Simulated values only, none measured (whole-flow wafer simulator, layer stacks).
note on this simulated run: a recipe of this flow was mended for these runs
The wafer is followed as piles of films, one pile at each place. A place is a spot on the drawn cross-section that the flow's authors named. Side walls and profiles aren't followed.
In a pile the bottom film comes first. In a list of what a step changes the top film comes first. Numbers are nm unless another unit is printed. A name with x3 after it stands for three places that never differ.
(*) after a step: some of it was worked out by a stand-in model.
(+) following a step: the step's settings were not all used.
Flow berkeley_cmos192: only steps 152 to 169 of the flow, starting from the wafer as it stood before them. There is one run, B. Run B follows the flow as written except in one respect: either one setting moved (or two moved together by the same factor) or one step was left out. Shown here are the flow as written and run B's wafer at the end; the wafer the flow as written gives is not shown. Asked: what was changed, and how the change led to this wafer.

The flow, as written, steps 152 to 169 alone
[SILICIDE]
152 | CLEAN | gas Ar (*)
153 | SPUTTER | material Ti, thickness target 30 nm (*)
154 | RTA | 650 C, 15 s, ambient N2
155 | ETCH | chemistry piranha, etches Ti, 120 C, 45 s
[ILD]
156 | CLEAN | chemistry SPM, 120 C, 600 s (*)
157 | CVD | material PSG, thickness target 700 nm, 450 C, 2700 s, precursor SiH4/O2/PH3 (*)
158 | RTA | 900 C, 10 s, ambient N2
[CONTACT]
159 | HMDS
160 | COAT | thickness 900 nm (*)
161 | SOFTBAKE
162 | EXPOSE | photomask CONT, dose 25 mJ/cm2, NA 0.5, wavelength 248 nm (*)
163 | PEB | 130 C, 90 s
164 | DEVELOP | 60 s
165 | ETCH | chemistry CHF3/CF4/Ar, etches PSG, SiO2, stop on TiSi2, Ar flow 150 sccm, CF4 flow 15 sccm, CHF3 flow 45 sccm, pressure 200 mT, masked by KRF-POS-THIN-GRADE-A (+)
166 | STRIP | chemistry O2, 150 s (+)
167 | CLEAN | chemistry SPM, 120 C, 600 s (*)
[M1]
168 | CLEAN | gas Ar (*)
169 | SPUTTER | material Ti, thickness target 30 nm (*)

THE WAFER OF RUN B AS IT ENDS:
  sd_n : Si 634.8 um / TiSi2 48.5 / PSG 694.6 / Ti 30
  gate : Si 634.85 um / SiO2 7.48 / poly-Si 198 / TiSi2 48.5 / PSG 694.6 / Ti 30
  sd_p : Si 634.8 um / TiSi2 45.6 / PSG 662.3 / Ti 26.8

The reason: step 153, SPUTTER: thickness target 26 nm was run, whereas the flow has thickness target 30 nm.

The path from the change to this, step by step:
  153 | SPUTTER | material Ti, thickness target 30 nm (*)
      field, sd_n, spacer_n, gate, spacer_p, gate_p, contact, m1: Ti gains 26 (new film) (as written it would have been: Ti gains 30 (new film))
      sd_p: Ti gains 24.5 (new film) (as written it would have been: Ti gains 28.2 (new film))
  154 | RTA | 650 C, 15 s, ambient N2
      sd_n, contact, m1: Ti loses 20.3, TiSi2 C49 gains 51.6 (new film), Si loses 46 (as written it would have been: Ti loses 23.4, TiSi first gains 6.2 (new film), TiSi2 C49 gains 50.3 (new film), Si loses 49)
      gate, gate_p: Ti loses 20.3, TiSi2 C49 gains 51.6 (new film), poly-Si loses 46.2 (as written it would have been: Ti loses 23.4, TiSi first gains 6.2 (new film), TiSi2 C49 gains 50.3 (new film), poly-Si loses 49.2)
      (and at 1 other place as well)
  155 | ETCH | chemistry piranha, etches Ti, 120 C, 45 s
      sd_n, gate, gate_p, contact, m1: Ti loses 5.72 (all of it), TiSi2 C49 loses 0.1 (as written it would have been: Ti loses 6.6 (all of it), TiSi first loses 0.1)
      sd_p: Ti loses 5.38 (all of it), TiSi2 C49 loses 0.1 (as written it would have been: Ti loses 6.21 (all of it), TiSi first loses 0.1)
      (and at 3 other places as well)
  158 | RTA | 900 C, 10 s, ambient N2
      sd_n, contact, m1: under 1 film: TiSi2 gains 48.5 (new film), TiSi2 C49 loses 51.5 (all of it) (as written it would have been: under 1 film: TiSi2 gains 55.9 (new film), TiSi first loses 6.09 (all of it), TiSi2 C49 loses 50.3 (all of it), Si loses 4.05)
      gate, gate_p: under 1 film: TiSi2 gains 48.5 (new film), TiSi2 C49 loses 51.5 (all of it) (as written it would have been: under 1 film: TiSi2 gains 55.9 (new film), TiSi first loses 6.09 (all of it), TiSi2 C49 loses 50.3 (all of it), poly-Si loses 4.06)
      (and at 1 other place as well)
